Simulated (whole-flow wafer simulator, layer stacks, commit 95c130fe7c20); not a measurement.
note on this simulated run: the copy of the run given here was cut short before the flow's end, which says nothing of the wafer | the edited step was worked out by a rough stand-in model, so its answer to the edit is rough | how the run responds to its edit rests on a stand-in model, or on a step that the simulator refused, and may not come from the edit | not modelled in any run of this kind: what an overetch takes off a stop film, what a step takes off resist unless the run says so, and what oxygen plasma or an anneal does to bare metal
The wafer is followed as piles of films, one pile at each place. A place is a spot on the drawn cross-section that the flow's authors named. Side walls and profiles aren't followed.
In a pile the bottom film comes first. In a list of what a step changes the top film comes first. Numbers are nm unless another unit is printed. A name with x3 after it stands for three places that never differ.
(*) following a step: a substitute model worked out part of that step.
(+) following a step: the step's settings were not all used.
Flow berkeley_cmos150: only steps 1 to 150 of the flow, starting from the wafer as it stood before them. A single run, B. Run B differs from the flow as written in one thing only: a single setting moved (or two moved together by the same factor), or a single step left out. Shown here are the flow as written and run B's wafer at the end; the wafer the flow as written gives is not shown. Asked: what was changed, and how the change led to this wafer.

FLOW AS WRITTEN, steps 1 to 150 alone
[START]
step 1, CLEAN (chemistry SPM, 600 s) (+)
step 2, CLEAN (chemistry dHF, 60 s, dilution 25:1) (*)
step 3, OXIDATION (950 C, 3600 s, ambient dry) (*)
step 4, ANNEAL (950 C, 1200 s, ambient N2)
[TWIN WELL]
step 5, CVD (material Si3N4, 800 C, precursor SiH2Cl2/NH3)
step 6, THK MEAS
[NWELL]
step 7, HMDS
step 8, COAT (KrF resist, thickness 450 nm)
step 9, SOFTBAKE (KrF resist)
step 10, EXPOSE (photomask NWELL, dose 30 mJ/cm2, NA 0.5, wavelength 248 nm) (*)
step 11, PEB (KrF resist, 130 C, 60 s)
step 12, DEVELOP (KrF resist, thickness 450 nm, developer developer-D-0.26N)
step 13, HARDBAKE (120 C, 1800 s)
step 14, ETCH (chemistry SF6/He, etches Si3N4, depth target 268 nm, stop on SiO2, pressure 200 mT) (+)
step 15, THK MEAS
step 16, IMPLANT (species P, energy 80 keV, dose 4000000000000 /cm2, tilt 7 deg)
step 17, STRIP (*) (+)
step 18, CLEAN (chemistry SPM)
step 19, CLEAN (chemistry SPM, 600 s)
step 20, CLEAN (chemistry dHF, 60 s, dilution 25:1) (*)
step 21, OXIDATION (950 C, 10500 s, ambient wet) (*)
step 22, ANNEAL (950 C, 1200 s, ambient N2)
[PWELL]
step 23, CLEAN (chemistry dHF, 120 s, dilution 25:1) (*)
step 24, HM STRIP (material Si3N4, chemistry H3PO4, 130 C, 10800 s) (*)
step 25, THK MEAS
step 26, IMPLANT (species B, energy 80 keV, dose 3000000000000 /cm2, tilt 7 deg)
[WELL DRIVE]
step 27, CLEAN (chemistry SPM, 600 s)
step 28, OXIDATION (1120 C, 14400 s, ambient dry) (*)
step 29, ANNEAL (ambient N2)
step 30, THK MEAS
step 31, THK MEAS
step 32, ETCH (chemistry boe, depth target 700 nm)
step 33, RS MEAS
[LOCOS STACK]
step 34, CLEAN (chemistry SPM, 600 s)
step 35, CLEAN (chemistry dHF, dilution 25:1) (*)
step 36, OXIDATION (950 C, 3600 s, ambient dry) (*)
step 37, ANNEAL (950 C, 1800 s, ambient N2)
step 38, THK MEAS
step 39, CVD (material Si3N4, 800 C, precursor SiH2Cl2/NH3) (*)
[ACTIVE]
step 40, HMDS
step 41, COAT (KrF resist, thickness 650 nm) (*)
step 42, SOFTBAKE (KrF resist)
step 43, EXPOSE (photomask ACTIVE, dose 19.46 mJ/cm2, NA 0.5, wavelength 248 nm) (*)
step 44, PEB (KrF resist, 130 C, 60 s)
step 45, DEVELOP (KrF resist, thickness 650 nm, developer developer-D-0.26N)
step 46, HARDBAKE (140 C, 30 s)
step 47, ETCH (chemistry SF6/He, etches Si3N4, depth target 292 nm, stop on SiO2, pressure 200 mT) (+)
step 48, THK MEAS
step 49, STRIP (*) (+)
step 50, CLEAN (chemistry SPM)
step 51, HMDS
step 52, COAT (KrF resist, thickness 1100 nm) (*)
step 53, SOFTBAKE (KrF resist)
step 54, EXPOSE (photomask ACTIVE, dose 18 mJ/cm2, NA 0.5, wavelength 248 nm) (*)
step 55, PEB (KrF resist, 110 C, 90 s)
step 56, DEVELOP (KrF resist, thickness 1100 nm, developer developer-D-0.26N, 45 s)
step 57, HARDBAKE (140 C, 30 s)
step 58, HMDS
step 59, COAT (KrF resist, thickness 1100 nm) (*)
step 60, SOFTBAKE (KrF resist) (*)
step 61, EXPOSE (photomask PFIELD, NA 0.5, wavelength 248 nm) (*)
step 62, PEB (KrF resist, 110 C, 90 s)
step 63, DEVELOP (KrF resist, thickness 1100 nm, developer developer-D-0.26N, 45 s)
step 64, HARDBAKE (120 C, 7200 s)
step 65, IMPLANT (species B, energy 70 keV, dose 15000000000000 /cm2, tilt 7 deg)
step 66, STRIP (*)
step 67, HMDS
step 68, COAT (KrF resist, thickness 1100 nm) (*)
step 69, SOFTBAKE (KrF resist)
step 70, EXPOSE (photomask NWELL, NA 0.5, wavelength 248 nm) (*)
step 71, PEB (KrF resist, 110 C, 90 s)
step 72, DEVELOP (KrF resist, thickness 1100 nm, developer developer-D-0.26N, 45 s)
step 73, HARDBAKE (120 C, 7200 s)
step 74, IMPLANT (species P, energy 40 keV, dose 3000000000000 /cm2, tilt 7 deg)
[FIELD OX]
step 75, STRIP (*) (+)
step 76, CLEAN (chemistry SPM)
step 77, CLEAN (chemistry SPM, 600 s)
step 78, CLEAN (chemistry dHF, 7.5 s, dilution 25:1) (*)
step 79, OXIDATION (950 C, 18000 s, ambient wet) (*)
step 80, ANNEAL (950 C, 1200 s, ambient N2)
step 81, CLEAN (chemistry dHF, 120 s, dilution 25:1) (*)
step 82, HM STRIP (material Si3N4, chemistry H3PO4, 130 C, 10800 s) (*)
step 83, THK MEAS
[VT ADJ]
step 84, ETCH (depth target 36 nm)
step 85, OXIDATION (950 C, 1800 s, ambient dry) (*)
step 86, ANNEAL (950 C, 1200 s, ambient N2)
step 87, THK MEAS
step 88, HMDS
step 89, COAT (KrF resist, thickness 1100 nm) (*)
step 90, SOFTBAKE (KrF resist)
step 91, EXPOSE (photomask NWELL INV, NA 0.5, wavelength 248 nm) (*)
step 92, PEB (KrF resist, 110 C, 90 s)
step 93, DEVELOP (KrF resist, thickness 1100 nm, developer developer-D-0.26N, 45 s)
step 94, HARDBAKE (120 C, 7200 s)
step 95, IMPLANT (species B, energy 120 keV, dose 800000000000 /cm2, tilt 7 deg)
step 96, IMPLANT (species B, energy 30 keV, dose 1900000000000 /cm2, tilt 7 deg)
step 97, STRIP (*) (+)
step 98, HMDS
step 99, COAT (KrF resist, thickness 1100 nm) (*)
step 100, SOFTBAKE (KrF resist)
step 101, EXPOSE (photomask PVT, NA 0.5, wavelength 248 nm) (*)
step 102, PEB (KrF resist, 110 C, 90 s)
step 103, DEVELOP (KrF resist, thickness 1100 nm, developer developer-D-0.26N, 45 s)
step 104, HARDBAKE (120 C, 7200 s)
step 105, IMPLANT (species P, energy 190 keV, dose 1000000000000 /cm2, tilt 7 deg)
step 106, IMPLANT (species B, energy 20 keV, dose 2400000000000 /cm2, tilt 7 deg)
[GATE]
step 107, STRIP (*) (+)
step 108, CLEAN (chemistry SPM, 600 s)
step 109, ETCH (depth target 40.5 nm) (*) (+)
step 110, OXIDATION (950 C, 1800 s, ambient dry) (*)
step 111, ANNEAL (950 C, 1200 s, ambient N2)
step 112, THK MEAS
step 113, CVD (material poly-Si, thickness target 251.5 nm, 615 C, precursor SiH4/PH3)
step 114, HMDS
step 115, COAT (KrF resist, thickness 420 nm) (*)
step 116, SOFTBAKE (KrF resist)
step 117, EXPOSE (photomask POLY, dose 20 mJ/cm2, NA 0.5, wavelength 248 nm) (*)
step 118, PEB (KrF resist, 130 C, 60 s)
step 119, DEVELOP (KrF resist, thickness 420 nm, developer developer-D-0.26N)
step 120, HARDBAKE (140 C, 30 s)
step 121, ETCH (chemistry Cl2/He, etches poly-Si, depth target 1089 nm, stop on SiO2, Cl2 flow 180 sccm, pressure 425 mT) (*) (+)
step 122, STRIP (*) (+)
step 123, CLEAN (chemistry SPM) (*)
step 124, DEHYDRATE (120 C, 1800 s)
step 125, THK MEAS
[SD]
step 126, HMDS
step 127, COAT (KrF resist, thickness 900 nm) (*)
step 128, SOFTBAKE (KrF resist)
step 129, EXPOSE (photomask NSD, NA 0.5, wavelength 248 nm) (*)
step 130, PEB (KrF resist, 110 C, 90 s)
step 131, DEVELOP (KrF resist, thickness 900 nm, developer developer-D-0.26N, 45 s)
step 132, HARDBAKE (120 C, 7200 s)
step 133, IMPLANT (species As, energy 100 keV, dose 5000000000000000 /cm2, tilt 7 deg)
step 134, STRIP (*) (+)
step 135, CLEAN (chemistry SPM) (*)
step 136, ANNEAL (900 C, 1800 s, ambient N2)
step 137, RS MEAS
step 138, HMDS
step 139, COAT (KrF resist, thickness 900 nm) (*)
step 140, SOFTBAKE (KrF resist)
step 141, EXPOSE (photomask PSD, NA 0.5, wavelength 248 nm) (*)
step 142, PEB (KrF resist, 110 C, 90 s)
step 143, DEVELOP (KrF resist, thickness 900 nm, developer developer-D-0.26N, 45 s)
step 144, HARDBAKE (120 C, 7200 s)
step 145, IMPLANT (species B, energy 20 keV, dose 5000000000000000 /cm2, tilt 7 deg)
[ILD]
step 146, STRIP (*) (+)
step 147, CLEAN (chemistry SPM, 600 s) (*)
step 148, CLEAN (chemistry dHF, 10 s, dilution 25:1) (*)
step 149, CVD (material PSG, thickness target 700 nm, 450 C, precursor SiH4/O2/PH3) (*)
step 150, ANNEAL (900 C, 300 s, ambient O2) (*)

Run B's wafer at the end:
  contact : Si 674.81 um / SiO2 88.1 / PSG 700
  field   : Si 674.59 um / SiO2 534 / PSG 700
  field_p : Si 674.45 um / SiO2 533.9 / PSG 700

Cause: step 110, OXIDATION: 1140 C was run, though the flow has 950 C.

How this came from the change, step by step:
  step 110, OXIDATION (950 C, 1800 s, ambient dry) (*)
      sd_n, gate_n, sd_p, gate_p, contact, m1: SiO2 gains 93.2 (new film), Si loses 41 (it would be, as written: SiO2 gains 20.4 (new film), Si loses 8.98)
      field, field_p: SiO2 gains 13.9, Si loses 6.11 (it would be, as written: SiO2 gains 2.49, Si loses 1.09)
  step 115, COAT (KrF resist, thickness 420 nm) (*)
      sd_n: KrF resist gains 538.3 (new film) (it would be, as written: KrF resist gains 563.4 (new film))
      gate_n: KrF resist gains 472.4 (new film) (it would be, as written: KrF resist gains 482.5 (new film))
      (and at 3 other places as well)
  step 119, DEVELOP (KrF resist, thickness 420 nm, developer developer-D-0.26N)
      sd_n: KrF resist loses 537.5 (all of it) (it would be, as written: KrF resist loses 562.5 (all of it))
      sd_p: KrF resist loses 543.5 (all of it) (it would be, as written: KrF resist loses 558.9 (all of it))
      (and at 2 other places as well)
  step 120, HARDBAKE (140 C, 30 s)
      gate_n: KrF resist loses 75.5 (it would be, as written: KrF resist loses 77.1)
      gate_p: KrF resist loses 82.8 (it would be, as written: KrF resist loses 84.5)
  step 122, STRIP (*) (+)
      gate_n: chemical SiO2 gains 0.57 (new film), KrF resist loses 161.5 (all of it), poly-Si loses 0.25 (it would be, as written: chemical SiO2 gains 0.57 (new film), KrF resist loses 169.8 (all of it), poly-Si loses 0.25)
      gate_p: chemical SiO2 gains 0.57 (new film), KrF resist loses 197.8 (all of it), poly-Si loses 0.25 (it would be, as written: chemical SiO2 gains 0.57 (new film), KrF resist loses 206.4 (all of it), poly-Si loses 0.25)
  step 127, COAT (KrF resist, thickness 900 nm) (*)
      sd_n: KrF resist gains 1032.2 (new film) (it would be, as written: KrF resist gains 1061.7 (new film))
      gate_n: KrF resist gains 800.4 (new film) (it would be, as written: KrF resist gains 819.9 (new film))
      (and at 4 other places as well)
  step 131, DEVELOP (KrF resist, thickness 900 nm, developer developer-D-0.26N, 45 s)
      sd_n: KrF resist loses 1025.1 (all of it) (it would be, as written: KrF resist loses 1054.3 (all of it))
      gate_n: KrF resist loses 794.9 (all of it) (it would be, as written: KrF resist loses 814.3 (all of it))
      (and at 1 other place as well)
  step 134, STRIP (*) (+)
      sd_p: KrF resist loses 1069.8 (all of it) (it would be, as written: KrF resist loses 1093.7 (all of it))
      gate_p: KrF resist loses 836.7 (all of it), chemical SiO2 gains 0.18 (it would be, as written: KrF resist loses 855.5 (all of it), chemical SiO2 gains 0.18)
      (and at 1 other place as well)
  step 139, COAT (KrF resist, thickness 900 nm) (*)
      sd_n: KrF resist gains 1032.2 (new film) (it would be, as written: KrF resist gains 1061.7 (new film))
      gate_n: KrF resist gains 800.3 (new film) (it would be, as written: KrF resist gains 819.8 (new film))
      (and at 4 other places as well)
  step 143, DEVELOP (KrF resist, thickness 900 nm, developer developer-D-0.26N, 45 s)
      sd_p: KrF resist loses 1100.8 (all of it) (it would be, as written: KrF resist loses 1125.1 (all of it))
      gate_p: KrF resist loses 863.6 (all of it) (it would be, as written: KrF resist loses 882.7 (all of it))
  step 146, STRIP (*) (+)
      gate_n: KrF resist loses 769 (all of it), chemical SiO2 gains 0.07 (it would be, as written: KrF resist loses 788 (all of it), chemical SiO2 gains 0.07, poly-Si loses 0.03)
      sd_n: KrF resist loses 995.4 (all of it) (it would be, as written: KrF resist loses 1024.1 (all of it))
      (and at 2 other places as well)
